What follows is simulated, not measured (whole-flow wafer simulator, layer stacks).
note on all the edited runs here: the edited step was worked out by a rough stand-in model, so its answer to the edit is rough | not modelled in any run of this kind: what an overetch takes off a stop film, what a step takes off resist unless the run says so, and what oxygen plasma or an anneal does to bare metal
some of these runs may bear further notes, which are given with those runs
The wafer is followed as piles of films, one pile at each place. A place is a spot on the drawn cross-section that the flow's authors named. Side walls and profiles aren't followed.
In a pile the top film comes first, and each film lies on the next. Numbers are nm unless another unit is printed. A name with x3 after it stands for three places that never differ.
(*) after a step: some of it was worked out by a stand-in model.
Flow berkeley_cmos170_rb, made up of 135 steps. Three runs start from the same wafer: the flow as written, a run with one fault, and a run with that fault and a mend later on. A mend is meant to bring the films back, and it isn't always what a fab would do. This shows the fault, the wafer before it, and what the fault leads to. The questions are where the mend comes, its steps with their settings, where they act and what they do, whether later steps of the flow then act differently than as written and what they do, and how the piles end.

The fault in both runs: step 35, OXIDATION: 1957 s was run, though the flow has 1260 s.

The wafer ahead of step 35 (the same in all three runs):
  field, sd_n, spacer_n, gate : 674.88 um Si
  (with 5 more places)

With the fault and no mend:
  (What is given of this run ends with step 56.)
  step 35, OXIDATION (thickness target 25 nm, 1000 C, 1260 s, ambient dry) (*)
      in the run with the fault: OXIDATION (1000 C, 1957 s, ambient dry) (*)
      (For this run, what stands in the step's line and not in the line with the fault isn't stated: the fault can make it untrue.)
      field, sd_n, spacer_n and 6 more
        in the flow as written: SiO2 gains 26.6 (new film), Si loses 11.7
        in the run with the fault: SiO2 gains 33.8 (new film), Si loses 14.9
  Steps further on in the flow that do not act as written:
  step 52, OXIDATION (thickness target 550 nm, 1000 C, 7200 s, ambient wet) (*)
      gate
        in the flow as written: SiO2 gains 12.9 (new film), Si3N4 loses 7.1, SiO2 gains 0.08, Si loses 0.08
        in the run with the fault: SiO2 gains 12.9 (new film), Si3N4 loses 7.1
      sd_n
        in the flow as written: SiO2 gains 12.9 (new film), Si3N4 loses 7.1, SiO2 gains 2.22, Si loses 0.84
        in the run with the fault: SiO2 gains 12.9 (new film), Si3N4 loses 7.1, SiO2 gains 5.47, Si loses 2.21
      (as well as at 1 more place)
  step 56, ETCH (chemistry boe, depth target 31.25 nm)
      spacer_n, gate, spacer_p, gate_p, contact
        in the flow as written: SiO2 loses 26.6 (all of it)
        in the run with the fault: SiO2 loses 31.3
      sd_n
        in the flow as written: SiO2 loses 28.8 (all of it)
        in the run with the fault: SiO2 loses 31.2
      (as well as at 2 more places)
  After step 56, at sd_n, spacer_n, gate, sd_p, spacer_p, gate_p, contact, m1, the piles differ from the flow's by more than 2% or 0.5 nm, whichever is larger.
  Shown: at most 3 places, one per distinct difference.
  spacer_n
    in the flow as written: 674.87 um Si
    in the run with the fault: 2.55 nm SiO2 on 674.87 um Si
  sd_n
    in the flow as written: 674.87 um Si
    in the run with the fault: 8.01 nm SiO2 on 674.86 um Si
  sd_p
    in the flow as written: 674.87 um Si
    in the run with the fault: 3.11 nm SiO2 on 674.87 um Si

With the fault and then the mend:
  The mend stands after step 36.
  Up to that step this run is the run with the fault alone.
  step 36a, WET ETCH (chemistry hf, depth target 7.244 nm)
      field, sd_n, spacer_n and 6 more
        SiO2 loses 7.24
  Later steps of the flow that are run all act as written at every place that is followed, up to a difference of at most 2% or 0.5 nm, whichever is larger.
  The piles end only slightly different from the flow's at the places that both follow, by no more than 2% or 0.5 nm, whichever is larger.
